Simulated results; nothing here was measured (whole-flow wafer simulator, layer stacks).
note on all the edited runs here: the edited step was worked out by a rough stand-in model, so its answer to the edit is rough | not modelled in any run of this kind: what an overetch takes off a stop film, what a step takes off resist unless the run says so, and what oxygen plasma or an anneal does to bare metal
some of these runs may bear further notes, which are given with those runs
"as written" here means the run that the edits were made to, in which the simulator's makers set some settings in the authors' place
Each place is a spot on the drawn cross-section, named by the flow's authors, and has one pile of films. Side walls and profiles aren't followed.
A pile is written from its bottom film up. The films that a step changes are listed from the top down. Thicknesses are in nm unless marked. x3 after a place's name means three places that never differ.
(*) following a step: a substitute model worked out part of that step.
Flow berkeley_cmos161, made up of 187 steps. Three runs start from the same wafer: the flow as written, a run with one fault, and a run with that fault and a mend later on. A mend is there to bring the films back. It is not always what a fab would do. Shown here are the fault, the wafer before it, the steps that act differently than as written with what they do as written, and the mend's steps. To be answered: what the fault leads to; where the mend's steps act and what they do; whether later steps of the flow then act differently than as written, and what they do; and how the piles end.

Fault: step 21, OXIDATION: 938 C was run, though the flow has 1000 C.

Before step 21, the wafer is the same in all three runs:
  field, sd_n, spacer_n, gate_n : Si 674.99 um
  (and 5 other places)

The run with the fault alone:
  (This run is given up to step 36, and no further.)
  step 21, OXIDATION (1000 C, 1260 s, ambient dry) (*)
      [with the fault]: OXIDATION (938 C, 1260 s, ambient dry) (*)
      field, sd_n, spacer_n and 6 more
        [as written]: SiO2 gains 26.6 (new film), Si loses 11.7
        [with the fault]: SiO2 gains 14.3 (new film), Si loses 6.29
  Later steps of the flow up to step 36 that are run all act as written at every place that is followed, up to a difference of at most 2% or 0.5 nm, whichever is larger.
  Once step 36 is done, the piles at field, sd_n, spacer_n and 6 more depart from the flow's by more than 2% or 0.5 nm, whichever is larger.
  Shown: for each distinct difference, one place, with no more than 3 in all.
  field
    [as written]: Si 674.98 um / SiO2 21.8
    [with the fault]: Si 674.98 um / SiO2 9.5
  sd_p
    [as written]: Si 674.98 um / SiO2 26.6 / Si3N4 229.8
    [with the fault]: Si 674.98 um / SiO2 14.3 / Si3N4 229.8

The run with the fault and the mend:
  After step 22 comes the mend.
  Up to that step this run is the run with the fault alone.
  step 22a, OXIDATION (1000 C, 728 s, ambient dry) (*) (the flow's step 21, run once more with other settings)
      field, sd_n, spacer_n and 6 more
        SiO2 gains 12.2, Si loses 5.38
  Later steps of the flow that are run all act as written at every place that is followed.
  The piles end the same as the flow's at every place that both follow.
